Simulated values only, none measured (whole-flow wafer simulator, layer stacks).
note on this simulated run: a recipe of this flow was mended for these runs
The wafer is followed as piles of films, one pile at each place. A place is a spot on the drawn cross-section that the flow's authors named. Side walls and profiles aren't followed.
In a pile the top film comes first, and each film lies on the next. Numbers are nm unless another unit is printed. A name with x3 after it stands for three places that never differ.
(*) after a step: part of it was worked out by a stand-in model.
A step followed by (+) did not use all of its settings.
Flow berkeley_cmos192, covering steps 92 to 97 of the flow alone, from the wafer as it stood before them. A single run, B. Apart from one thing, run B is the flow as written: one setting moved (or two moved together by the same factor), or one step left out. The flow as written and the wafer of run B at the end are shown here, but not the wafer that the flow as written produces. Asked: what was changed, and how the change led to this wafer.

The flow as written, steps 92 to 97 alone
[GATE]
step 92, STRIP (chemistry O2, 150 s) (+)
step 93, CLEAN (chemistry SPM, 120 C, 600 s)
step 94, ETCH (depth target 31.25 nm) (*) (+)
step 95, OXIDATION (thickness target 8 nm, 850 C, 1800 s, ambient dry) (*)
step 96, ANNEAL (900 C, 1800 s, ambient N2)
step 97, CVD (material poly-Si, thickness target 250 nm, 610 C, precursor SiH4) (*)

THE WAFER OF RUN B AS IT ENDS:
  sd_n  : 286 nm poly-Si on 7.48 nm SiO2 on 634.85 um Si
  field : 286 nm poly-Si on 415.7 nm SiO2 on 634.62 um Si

Cause: step 97, CVD: thickness target 286 nm was run, though the flow has thickness target 250 nm.
One can read it off the wafer: sd_n has poly-Si 286, and step 97 as written asks for 250 nm.

Step by step, how the change led to this:
  step 97, CVD (material poly-Si, thickness target 250 nm, 610 C, precursor SiH4) (*)
      field, sd_n, spacer_n, gate, sd_p, spacer_p x2, contact, m1: poly-Si gains 286 (new film) (in the flow as written it would be: poly-Si gains 250 (new film))
